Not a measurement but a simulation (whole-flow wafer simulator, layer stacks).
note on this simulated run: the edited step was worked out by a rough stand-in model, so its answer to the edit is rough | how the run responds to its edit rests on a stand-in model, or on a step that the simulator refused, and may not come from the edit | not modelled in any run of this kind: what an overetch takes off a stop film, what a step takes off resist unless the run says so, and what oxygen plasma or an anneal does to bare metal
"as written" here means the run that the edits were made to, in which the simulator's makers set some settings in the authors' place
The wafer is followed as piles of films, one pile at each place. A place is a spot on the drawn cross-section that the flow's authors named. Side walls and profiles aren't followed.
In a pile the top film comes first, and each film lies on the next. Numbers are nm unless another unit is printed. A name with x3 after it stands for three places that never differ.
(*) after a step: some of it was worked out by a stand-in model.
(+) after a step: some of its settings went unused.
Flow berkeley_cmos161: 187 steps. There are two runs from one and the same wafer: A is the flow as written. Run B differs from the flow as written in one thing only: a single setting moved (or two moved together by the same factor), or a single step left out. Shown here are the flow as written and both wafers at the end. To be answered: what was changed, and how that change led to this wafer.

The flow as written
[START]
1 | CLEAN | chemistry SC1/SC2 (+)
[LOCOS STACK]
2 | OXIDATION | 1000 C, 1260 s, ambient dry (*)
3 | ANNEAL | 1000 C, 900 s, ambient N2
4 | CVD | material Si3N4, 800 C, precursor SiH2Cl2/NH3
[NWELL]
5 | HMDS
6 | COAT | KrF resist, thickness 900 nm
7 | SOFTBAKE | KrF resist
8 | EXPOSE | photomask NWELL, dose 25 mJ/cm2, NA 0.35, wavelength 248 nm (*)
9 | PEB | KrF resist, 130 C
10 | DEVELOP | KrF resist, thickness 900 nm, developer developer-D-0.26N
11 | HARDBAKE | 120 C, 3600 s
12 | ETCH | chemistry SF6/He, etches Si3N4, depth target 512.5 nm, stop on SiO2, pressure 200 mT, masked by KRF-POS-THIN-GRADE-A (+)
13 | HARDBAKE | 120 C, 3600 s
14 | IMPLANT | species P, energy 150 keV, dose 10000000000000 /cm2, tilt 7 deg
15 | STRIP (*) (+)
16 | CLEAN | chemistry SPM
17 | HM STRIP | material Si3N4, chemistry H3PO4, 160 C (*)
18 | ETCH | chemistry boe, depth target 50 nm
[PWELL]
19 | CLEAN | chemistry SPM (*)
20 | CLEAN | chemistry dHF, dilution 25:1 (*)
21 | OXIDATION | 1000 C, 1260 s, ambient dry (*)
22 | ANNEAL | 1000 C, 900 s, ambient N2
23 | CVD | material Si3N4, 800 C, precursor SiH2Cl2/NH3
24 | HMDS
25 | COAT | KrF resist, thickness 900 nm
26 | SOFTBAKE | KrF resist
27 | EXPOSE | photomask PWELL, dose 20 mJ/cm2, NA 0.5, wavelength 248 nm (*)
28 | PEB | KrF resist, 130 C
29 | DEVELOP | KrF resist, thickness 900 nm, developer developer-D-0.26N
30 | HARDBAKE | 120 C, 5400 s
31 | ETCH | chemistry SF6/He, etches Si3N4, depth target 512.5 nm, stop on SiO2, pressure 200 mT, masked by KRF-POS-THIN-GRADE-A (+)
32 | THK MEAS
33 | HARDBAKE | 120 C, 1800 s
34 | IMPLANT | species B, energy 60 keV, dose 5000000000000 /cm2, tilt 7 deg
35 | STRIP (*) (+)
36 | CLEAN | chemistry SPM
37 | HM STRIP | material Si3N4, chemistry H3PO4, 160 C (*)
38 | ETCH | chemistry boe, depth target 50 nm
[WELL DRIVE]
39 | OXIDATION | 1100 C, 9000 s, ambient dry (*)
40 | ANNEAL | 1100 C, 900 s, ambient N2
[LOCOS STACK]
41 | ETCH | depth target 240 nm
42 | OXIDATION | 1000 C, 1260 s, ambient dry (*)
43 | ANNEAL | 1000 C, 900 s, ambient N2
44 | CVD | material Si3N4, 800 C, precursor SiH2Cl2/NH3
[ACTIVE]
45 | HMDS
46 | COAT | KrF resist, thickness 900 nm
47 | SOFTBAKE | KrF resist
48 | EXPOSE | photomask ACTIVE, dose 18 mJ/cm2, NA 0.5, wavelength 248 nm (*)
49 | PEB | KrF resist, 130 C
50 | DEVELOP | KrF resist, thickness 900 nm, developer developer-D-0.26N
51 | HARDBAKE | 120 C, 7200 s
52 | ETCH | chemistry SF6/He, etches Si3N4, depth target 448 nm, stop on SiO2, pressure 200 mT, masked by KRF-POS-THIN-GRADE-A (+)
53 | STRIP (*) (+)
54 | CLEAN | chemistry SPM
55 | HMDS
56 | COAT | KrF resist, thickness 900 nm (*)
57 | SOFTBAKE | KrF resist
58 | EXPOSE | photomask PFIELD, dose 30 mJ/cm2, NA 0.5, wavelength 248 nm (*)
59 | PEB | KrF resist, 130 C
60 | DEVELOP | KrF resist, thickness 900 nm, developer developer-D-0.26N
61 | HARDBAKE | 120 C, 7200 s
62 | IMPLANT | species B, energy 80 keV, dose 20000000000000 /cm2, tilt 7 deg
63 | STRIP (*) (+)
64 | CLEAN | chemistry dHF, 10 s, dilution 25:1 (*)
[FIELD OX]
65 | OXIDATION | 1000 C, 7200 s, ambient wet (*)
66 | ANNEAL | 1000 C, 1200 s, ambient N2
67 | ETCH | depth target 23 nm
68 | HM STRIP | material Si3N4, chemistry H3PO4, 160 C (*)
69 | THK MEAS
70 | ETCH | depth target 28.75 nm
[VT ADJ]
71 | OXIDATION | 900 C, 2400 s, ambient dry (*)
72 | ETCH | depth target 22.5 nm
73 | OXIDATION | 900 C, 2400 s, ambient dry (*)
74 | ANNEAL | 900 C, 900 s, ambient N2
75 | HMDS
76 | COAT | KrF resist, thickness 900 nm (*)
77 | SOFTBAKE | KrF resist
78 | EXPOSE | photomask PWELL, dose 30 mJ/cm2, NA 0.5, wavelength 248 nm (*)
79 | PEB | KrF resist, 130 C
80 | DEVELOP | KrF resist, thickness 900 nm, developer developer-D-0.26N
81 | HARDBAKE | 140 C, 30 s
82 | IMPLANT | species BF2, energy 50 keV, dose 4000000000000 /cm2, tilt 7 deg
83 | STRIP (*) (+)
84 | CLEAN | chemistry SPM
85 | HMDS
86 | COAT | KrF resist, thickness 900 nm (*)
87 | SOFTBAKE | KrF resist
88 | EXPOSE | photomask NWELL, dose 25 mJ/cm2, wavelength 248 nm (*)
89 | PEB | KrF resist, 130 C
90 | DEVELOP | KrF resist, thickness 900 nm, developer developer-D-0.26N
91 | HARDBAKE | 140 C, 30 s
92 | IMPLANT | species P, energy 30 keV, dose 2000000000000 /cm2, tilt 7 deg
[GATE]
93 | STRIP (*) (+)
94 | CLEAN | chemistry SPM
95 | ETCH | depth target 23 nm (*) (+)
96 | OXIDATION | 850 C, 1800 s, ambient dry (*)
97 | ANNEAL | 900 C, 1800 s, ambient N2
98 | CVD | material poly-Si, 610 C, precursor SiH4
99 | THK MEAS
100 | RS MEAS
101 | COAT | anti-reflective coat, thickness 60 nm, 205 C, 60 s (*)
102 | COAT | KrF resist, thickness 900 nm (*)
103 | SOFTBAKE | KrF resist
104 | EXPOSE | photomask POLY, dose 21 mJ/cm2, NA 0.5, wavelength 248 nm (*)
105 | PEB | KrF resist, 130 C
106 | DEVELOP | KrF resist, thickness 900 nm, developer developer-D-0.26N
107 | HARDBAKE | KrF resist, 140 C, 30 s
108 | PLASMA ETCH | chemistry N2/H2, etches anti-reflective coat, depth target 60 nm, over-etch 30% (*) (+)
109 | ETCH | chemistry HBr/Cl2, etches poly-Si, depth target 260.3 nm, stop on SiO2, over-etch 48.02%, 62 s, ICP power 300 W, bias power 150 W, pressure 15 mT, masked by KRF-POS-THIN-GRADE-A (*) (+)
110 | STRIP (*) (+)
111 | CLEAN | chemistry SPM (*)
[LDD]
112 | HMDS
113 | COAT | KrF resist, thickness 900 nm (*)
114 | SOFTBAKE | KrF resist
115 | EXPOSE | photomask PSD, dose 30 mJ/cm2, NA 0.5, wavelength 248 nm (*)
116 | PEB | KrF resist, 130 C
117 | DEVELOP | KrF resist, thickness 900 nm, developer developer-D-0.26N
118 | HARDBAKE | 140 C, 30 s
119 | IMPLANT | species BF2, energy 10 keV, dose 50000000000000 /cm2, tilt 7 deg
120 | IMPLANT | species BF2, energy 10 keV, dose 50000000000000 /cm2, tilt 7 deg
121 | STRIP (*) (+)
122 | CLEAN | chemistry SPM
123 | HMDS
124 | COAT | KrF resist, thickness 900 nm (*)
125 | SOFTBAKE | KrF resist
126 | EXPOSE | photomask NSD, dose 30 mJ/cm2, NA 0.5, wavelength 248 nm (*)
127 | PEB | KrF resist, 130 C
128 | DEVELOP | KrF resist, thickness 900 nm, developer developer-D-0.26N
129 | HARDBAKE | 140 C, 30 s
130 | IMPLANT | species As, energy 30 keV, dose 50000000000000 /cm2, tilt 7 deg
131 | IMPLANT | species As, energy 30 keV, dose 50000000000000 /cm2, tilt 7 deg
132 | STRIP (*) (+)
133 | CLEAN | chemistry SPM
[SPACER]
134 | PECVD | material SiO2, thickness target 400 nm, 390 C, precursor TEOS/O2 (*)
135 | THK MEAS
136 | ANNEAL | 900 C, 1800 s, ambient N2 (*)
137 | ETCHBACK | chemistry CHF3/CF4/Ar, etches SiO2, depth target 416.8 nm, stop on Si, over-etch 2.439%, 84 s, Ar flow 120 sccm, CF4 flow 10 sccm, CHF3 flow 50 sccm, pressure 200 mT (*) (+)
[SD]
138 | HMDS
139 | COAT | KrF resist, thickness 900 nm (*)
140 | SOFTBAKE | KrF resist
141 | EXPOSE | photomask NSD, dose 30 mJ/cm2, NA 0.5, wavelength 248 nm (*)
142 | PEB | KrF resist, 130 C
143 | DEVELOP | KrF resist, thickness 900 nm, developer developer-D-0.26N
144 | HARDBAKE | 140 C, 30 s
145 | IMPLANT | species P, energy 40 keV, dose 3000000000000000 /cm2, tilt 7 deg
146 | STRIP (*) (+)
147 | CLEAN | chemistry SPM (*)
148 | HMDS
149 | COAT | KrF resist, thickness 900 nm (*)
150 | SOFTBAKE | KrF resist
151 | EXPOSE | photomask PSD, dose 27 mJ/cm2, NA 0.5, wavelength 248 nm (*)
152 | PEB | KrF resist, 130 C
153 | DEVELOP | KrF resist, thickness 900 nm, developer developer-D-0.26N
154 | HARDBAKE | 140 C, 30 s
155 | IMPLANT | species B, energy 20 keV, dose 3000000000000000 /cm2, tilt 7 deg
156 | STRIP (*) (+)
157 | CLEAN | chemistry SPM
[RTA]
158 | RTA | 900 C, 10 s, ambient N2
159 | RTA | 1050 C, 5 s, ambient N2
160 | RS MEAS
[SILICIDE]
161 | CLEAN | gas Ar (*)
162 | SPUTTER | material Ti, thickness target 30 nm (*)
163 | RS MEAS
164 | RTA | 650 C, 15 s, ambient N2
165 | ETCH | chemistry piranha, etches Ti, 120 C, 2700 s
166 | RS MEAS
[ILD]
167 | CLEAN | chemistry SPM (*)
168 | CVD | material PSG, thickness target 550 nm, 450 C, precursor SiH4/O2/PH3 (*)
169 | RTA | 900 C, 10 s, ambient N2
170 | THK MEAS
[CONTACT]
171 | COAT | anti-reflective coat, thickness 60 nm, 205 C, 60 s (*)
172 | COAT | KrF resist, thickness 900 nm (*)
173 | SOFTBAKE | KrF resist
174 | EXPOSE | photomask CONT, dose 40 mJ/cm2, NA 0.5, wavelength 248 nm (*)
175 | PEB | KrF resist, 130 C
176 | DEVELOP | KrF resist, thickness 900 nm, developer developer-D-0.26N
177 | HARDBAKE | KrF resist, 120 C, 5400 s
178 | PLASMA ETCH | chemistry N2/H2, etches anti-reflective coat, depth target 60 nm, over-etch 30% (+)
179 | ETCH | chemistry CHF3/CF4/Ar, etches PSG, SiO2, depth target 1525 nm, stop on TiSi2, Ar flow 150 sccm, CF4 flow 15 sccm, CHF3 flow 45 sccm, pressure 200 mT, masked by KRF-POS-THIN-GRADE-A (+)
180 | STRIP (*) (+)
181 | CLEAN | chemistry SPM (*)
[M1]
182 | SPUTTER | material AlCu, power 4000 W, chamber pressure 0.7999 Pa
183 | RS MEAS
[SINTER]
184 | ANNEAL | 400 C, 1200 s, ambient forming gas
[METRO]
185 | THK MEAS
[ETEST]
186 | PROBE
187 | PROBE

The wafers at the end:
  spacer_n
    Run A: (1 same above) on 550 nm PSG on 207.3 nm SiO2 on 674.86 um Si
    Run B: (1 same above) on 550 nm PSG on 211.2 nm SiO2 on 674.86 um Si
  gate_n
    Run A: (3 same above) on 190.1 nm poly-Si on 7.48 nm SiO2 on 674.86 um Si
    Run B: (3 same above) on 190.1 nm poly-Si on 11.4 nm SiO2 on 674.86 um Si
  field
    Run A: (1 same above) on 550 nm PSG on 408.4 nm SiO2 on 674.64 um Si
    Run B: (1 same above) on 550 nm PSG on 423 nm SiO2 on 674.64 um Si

What caused this: step 95, ETCH: depth target 8.372 nm was run, though the flow has depth target 23 nm.

Step by step, how the change led to this:
  95 | ETCH | depth target 23 nm (*) (+)
      sd_n, spacer_n, gate_n, sd_p, spacer_p, gate_p, contact, m1: A -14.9 SiO2 (all of it) | B -8.37 SiO2
      field: A -23 SiO2 | B -8.37 SiO2
  96 | OXIDATION | 850 C, 1800 s, ambient dry (*)
      sd_n, spacer_n, gate_n, sd_p, spacer_p, gate_p, contact, m1: A +7.48 SiO2 (new film), -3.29 Si | B +4.88 SiO2, -2.15 Si
  101 | COAT | anti-reflective coat, thickness 60 nm, 205 C, 60 s (*)
      sd_n: A +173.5 anti-reflective coat (new film) | B +181.3 anti-reflective coat (new film)
      spacer_n: A +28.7 anti-reflective coat (new film) | B +26.9 anti-reflective coat (new film)
      (and at 4 other places as well)
  108 | PLASMA ETCH | chemistry N2/H2, etches anti-reflective coat, depth target 60 nm, over-etch 30% (*) (+)
      sd_n: A -173.5 anti-reflective coat (all of it), -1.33 poly-Si | B -181.3 anti-reflective coat (all of it), -1.39 poly-Si
      spacer_n: A -28.7 anti-reflective coat (all of it), -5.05 poly-Si | B -26.9 anti-reflective coat (all of it), -5.35 poly-Si
      (and at 2 other places as well)
  110 | STRIP (*) (+)
      gate_n: A +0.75 chemical SiO2 (new film), -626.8 KrF resist (all of it), -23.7 anti-reflective coat (all of it), -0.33 poly-Si | B +0.75 chemical SiO2 (new film), -633.2 KrF resist (all of it), -21.9 anti-reflective coat (all of it), -0.33 poly-Si
      gate_p: A +0.75 chemical SiO2 (new film), -598.2 KrF resist (all of it), -27.9 anti-reflective coat (all of it), -0.33 poly-Si | B +0.75 chemical SiO2 (new film), -601.9 KrF resist (all of it), -27 anti-reflective coat (all of it), -0.33 poly-Si
  171 | COAT | anti-reflective coat, thickness 60 nm, 205 C, 60 s (*)
      sd_n: A +149.7 anti-reflective coat (new film) | B +161 anti-reflective coat (new film)
      m1: A +97.8 anti-reflective coat (new film) | B +101 anti-reflective coat (new film)
  180 | STRIP (*) (+)
      sd_n: A -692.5 KrF resist (all of it), -149.7 anti-reflective coat (all of it) | B -690.1 KrF resist (all of it), -161 anti-reflective coat (all of it)
      m1: A -739.9 KrF resist (all of it), -97.8 anti-reflective coat (all of it) | B -745 KrF resist (all of it), -101 anti-reflective coat (all of it)
